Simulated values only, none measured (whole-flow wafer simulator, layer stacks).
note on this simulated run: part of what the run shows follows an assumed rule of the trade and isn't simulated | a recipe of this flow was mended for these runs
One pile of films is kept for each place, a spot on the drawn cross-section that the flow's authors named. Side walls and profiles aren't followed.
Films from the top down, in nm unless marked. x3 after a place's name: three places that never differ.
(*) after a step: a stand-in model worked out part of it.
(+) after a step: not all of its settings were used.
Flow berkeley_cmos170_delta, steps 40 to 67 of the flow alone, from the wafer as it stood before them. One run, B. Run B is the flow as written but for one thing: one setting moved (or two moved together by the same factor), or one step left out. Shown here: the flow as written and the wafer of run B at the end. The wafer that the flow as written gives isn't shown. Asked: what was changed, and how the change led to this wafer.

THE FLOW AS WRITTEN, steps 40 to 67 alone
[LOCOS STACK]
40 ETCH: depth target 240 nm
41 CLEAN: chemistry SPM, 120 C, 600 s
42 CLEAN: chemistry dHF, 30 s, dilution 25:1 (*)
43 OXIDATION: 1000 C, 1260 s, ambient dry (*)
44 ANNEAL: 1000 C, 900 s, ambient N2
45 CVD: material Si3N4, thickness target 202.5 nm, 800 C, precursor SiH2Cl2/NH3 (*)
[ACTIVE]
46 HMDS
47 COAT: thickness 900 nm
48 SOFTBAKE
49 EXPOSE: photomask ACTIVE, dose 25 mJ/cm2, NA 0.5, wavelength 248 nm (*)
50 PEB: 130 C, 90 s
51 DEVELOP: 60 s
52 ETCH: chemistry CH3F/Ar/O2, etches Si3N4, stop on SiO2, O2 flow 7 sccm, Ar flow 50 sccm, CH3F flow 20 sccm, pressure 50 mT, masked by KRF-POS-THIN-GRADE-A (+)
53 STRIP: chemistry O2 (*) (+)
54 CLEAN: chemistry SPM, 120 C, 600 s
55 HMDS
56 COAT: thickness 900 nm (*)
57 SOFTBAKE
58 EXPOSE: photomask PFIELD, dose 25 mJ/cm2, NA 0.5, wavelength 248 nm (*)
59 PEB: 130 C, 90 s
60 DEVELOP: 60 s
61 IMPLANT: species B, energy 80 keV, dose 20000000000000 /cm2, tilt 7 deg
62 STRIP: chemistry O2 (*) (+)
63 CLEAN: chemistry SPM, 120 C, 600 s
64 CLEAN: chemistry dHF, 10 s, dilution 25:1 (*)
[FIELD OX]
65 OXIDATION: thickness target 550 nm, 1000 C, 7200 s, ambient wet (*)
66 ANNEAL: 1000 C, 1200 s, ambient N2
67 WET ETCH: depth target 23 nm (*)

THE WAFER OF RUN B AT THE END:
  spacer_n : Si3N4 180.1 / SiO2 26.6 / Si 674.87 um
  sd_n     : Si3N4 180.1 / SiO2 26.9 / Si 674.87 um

The cause: step 45, CVD: thickness target 187.9 nm was run, where the flow has thickness target 202.5 nm.

How the change led to this, step by step:
  45 CVD: material Si3N4, thickness target 202.5 nm, 800 C, precursor SiH2Cl2/NH3 (*)
      field, sd_n, spacer_n and 6 more: Si3N4 +187.9 (new film) (as written it would be: Si3N4 +202.5 (new film))
  52 ETCH: chemistry CH3F/Ar/O2, etches Si3N4, stop on SiO2, O2 flow 7 sccm, Ar flow 50 sccm, CH3F flow 20 sccm, pressure 50 mT, masked by KRF-POS-THIN-GRADE-A (+)
      sd_n, spacer_n, gate, sd_p, spacer_p, gate_p, contact, m1: KrF-resist -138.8 (as written it would be: KrF-resist -148.5)
      field: Si3N4 -187.9 (all of it), SiO2 -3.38 (as written it would be: Si3N4 -202.5 (all of it), SiO2 -3.38)
